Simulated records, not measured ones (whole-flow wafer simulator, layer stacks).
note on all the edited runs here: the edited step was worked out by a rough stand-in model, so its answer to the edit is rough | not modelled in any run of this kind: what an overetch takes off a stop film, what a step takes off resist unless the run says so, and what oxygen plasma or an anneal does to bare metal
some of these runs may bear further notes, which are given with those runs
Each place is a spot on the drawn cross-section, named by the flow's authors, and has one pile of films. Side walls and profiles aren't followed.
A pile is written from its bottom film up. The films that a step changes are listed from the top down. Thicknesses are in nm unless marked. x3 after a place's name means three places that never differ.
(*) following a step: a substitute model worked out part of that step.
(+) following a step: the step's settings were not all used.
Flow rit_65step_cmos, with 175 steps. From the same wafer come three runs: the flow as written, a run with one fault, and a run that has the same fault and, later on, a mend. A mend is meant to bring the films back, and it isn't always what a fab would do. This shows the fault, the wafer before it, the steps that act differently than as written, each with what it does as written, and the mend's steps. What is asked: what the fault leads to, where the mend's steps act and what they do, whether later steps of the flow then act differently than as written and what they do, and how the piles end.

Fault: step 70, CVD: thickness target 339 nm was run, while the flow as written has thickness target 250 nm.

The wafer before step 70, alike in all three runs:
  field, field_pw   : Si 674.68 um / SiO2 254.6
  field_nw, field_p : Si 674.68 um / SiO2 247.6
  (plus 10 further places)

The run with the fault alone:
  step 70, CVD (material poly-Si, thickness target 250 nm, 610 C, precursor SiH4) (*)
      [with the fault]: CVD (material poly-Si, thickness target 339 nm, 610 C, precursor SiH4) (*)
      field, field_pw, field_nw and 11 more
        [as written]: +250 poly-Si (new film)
        [with the fault]: +339 poly-Si (new film)
  Steps later in the flow that act otherwise than as written (not shown: 7 more steps that differ only slightly, by at most 2% or 0.5 nm, whichever is larger):
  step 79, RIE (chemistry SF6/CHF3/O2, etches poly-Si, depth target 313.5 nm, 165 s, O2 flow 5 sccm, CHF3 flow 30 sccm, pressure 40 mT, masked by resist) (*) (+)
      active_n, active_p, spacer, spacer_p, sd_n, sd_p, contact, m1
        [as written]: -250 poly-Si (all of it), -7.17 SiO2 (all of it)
        [with the fault]: -313.5 poly-Si
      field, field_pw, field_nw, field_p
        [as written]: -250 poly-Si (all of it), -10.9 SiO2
        [with the fault]: -313.5 poly-Si
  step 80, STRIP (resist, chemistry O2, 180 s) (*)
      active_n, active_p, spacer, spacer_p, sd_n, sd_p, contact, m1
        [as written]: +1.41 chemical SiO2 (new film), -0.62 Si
        [with the fault]: +1.41 chemical SiO2 (new film), -0.62 poly-Si
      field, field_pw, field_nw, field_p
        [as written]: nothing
        [with the fault]: +1.41 chemical SiO2 (new film), -0.62 poly-Si
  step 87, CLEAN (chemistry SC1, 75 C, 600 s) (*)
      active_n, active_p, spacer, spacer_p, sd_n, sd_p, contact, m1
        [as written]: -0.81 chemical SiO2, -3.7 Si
        [with the fault]: -0.81 chemical SiO2, -3.7 poly-Si
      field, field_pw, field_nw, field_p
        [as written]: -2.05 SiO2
        [with the fault]: -0.81 chemical SiO2, -3.7 poly-Si
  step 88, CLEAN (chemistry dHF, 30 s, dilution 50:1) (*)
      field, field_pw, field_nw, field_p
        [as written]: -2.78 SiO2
        [with the fault]: -0.6 chemical SiO2 (all of it)
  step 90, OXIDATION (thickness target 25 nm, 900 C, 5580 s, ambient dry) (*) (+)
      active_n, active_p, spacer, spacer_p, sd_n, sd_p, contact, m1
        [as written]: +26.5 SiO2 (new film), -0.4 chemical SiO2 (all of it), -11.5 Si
        [with the fault]: +28.9 SiO2 (new film), -0.4 chemical SiO2 (all of it), -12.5 poly-Si
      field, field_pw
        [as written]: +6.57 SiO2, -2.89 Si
        [with the fault]: +28.9 SiO2 (new film), -0.4 chemical SiO2 (all of it), -12.5 poly-Si
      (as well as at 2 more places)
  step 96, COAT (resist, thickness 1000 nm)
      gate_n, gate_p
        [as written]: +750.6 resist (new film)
        [with the fault]: +701.1 resist (new film)
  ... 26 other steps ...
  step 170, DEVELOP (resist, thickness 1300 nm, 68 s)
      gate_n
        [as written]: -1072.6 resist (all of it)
        [with the fault]: -1025.8 resist (all of it)
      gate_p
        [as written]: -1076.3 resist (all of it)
        [with the fault]: -1029.5 resist (all of it)
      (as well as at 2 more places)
  At field, field_pw, field_nw, field_p, gate_n, gate_p, spacer, spacer_p, the piles at the end differ from the flow's by more than 2% or 0.5 nm, whichever is larger.
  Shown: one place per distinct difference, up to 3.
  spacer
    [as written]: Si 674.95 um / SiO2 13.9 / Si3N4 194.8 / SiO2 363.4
    [with the fault]: Si 674.97 um / SiO2 7.17 / poly-Si 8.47 / SiO2 16.3 / Si3N4 249.8 / SiO2 363.4
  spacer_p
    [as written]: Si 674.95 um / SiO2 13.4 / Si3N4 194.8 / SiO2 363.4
    [with the fault]: Si 674.97 um / SiO2 7.17 / poly-Si 8.47 / SiO2 15.7 / Si3N4 249.8 / SiO2 363.4
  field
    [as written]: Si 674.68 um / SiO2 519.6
    [with the fault]: Si 674.68 um / SiO2 561.8

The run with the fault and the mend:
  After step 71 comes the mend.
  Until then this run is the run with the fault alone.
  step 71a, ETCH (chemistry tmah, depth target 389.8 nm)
      field, field_pw, field_nw and 11 more
        -339 poly-Si (all of it)
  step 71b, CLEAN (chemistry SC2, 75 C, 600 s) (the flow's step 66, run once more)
      alters no film at any place that is followed
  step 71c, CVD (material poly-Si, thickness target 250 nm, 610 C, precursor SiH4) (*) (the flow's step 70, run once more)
      field, field_pw, field_nw and 11 more
        +250 poly-Si (new film)
  Later steps of the flow that are run all act as written at every place that is followed.
  The piles end the same as the flow's at every place that both follow.
